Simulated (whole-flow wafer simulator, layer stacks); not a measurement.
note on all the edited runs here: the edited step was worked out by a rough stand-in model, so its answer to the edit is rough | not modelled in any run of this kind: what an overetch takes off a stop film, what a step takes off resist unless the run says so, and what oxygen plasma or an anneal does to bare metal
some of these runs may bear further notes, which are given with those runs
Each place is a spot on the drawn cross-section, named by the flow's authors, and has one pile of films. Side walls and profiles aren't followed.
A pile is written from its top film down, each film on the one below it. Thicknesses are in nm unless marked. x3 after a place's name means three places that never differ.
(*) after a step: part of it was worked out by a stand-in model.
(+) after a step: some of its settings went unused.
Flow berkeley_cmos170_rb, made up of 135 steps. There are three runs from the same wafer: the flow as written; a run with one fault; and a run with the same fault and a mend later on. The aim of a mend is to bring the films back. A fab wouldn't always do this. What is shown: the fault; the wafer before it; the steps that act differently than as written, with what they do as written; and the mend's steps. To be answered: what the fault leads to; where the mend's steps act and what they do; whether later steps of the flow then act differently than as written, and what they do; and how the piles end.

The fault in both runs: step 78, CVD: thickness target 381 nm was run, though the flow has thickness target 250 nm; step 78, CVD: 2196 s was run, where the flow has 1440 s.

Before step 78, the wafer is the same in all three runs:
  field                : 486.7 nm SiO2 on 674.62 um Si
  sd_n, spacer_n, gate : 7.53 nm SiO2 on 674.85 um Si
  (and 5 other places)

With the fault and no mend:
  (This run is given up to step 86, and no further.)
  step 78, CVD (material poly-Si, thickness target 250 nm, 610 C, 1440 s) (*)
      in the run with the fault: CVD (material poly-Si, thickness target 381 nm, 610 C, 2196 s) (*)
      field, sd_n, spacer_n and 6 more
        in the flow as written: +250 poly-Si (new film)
        in the run with the fault: +381 poly-Si (new film)
  Steps later in the flow that act otherwise than as written (2 more steps, not shown, differ only slightly: by at most 2% or 0.5 nm, whichever is larger):
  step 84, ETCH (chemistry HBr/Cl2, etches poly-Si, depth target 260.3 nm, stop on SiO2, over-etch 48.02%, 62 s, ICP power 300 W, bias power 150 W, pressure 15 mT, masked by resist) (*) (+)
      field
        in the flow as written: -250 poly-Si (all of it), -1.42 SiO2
        in the run with the fault: -381 poly-Si (all of it)
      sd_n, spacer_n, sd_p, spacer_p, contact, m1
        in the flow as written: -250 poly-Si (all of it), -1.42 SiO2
        in the run with the fault: -381 poly-Si (all of it), -0.02 SiO2
  Once step 86 is done, the piles at sd_n, spacer_n, gate, sd_p, spacer_p, gate_p, contact, m1 depart from the flow's by more than 2% or 0.5 nm, whichever is larger.
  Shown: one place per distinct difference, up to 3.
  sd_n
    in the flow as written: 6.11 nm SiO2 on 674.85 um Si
    in the run with the fault: 7.51 nm SiO2 on 674.85 um Si
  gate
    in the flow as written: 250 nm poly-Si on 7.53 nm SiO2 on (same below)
    in the run with the fault: 381 nm poly-Si on 7.53 nm SiO2 on (same below)

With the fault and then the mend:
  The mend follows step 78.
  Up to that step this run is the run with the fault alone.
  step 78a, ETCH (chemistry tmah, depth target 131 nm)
      field, sd_n, spacer_n and 6 more
        -131 poly-Si
  Every later step of the flow that is run acts as written at every place that is followed.
  At every place that both follow, the piles at the end match the flow's.
